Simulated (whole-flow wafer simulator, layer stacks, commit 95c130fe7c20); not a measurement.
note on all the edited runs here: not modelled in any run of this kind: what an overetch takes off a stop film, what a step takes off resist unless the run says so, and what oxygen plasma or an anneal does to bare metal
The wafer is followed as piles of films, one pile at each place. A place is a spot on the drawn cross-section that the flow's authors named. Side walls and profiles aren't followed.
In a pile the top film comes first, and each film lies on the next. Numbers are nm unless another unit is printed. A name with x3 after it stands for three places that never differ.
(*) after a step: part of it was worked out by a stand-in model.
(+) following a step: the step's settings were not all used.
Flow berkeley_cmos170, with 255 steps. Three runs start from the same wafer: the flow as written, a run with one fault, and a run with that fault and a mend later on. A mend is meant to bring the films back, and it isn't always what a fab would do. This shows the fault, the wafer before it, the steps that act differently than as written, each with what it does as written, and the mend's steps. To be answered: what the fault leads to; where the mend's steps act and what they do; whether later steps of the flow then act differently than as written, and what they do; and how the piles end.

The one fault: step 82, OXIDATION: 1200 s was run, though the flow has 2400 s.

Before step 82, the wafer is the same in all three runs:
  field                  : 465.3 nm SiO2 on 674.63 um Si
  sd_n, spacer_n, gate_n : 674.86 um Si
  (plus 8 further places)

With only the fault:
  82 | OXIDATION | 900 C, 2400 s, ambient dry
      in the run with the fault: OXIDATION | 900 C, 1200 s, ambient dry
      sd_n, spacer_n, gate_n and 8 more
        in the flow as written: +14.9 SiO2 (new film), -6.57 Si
        in the run with the fault: +9.67 SiO2 (new film), -4.25 Si
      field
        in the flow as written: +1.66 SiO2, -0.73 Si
        in the run with the fault: +0.83 SiO2, -0.36 Si
  Later steps of the flow acting differently than as written (47 more steps, not shown, differ only slightly: by at most 2% or 0.5 nm, whichever is larger):
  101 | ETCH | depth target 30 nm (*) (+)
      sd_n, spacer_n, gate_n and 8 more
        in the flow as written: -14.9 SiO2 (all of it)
        in the run with the fault: -9.67 SiO2 (all of it)
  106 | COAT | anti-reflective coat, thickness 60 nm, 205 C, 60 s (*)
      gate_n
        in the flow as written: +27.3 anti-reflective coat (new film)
        in the run with the fault: +27.9 anti-reflective coat (new film)
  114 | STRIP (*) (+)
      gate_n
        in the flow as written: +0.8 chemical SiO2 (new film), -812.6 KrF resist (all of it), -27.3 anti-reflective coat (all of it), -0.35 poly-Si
        in the run with the fault: +0.8 chemical SiO2 (new film), -810.5 KrF resist (all of it), -27.9 anti-reflective coat (all of it), -0.35 poly-Si
  At the end the piles are close to the flow's at the places that both follow, differing by at most 2% or 0.5 nm, whichever is larger.

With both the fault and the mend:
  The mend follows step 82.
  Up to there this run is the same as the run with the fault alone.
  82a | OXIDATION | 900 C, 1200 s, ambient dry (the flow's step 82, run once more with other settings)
      sd_n, spacer_n, gate_n and 8 more
        +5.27 SiO2, -2.32 Si
      field
        +0.83 SiO2, -0.36 Si
  Later steps of the flow that are run all act as written at every place that is followed.
  By the end, the piles equal the flow's at every place that both follow.
